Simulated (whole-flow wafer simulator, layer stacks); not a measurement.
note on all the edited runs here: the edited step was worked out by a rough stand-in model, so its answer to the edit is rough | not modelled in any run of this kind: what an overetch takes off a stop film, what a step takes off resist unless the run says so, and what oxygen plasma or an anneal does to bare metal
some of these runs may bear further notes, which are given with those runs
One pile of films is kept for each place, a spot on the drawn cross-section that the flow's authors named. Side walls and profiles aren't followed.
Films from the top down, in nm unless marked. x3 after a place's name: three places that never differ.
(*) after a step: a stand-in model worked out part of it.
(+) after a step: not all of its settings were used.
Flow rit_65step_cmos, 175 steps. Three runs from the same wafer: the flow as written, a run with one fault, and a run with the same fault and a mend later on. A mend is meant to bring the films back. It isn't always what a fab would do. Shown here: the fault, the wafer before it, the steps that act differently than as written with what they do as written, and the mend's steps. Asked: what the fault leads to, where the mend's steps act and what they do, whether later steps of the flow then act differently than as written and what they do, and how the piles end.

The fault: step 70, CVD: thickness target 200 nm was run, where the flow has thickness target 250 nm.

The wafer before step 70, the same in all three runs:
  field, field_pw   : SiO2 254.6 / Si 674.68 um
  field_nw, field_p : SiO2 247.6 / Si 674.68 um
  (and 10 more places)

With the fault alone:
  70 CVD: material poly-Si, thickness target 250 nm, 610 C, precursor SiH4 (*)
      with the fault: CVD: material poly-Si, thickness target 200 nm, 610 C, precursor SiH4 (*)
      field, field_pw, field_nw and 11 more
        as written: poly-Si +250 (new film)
        with the fault: poly-Si +200 (new film)
  Later steps of the flow that act differently than as written (8 more steps differ only slightly, by at most 2% or 0.5 nm, whichever is larger, and aren't shown):
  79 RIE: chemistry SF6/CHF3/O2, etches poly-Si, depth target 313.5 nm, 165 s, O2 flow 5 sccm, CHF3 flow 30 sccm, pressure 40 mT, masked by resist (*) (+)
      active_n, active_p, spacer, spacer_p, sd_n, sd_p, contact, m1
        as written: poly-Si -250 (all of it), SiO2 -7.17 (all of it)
        with the fault: poly-Si -200 (all of it), SiO2 -7.17 (all of it)
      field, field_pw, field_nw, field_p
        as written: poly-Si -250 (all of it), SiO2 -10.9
        with the fault: poly-Si -200 (all of it), SiO2 -19.6
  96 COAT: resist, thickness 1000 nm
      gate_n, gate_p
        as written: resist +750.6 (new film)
        with the fault: resist +796.7 (new film)
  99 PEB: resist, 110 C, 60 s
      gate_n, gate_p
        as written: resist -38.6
        with the fault: resist -41
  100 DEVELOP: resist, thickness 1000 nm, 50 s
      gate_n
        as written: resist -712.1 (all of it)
        with the fault: resist -755.7 (all of it)
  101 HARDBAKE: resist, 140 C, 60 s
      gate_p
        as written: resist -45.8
        with the fault: resist -49.1
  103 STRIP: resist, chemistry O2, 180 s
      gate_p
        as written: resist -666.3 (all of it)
        with the fault: resist -706.6 (all of it)
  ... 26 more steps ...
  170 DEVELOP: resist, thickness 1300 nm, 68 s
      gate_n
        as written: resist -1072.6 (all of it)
        with the fault: resist -1098.4 (all of it)
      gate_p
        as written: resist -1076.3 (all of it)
        with the fault: resist -1102.7 (all of it)
  At the end the piles differ from the flow's by more than 2% or 0.5 nm, whichever is larger, at gate_n, gate_p.
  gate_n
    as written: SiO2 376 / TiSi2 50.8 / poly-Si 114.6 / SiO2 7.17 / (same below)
    with the fault: SiO2 363.4 / TiSi2 55.9 / poly-Si 59.8 / SiO2 7.17 / (same below)
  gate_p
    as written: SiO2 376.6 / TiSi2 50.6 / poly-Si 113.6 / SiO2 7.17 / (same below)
    with the fault: SiO2 363.4 / TiSi2 55.9 / poly-Si 58.6 / SiO2 7.17 / (same below)

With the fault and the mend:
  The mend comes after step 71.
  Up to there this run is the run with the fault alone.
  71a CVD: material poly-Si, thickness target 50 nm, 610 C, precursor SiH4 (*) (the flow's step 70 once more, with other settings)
      field, field_pw, field_nw and 11 more
        poly-Si +50
  No later step of the flow acts differently than as written at any place that is followed.
  At the end the piles are the same as the flow's at every place that both follow.
